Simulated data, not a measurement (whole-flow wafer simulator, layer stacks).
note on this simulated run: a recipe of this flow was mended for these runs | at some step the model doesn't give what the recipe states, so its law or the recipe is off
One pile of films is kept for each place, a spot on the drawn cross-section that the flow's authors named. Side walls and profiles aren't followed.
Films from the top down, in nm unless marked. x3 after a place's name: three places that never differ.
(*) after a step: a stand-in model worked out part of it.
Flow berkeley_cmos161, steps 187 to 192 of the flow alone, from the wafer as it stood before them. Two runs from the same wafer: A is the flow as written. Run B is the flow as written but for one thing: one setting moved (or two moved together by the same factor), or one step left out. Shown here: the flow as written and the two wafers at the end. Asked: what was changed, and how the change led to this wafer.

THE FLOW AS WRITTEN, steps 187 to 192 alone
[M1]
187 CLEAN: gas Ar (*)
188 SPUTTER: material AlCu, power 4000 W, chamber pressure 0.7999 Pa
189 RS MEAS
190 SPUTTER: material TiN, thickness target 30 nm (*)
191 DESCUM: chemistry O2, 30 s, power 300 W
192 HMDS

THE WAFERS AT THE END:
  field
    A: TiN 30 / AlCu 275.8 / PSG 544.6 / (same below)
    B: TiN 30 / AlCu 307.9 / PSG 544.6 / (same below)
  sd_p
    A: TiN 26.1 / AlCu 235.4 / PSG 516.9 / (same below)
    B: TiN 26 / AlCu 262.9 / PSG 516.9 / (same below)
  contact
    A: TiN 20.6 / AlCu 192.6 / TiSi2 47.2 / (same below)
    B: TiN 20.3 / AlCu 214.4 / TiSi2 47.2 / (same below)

The cause: step 188, SPUTTER: power 4480 W was run, where the flow has power 4000 W.

How the change led to this, step by step:
  188 SPUTTER: material AlCu, power 4000 W, chamber pressure 0.7999 Pa
      field, sd_n, spacer_n, gate_n, spacer_p, gate_p, m1: A AlCu +275.8 (new film) | B AlCu +307.9 (new film)
      sd_p: A AlCu +235.4 (new film) | B AlCu +262.9 (new film)
      (and at 1 more place)
